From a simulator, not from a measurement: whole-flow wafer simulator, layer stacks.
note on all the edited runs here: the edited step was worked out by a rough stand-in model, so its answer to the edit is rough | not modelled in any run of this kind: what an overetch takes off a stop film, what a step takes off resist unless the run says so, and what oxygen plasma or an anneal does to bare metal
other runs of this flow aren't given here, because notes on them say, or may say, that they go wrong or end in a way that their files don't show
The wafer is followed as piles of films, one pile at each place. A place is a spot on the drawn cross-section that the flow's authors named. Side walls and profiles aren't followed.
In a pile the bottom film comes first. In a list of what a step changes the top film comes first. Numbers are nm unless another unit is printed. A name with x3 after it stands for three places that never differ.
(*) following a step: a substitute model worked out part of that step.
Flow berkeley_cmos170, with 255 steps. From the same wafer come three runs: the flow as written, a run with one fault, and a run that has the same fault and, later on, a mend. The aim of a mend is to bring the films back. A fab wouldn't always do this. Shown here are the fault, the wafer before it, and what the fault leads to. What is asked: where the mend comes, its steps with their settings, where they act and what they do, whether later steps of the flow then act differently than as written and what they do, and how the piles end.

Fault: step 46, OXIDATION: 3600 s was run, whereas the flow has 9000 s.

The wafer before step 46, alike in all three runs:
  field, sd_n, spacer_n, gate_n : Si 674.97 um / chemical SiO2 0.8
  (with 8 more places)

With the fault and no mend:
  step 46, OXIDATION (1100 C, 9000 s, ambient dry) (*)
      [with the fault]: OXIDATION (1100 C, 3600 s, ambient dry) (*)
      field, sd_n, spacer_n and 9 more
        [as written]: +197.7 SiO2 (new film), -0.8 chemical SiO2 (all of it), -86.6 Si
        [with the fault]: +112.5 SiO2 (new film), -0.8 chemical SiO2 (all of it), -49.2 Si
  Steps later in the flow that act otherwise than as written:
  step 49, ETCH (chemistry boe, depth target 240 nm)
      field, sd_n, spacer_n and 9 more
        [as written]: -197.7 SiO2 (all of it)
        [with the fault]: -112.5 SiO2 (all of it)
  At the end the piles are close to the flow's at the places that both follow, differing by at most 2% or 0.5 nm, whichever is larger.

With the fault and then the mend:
  The mend stands after step 46.
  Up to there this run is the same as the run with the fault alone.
  step 46a, OXIDATION (1100 C, 5400 s, ambient dry) (*) (the flow's step 46, run once more with other settings)
      field, sd_n, spacer_n and 9 more
        +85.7 SiO2, -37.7 Si
  Later steps of the flow that are run all act as written at every place that is followed, up to a difference of at most 2% or 0.5 nm, whichever is larger.
  At the end the piles are close to the flow's at the places that both follow, differing by at most 2% or 0.5 nm, whichever is larger.
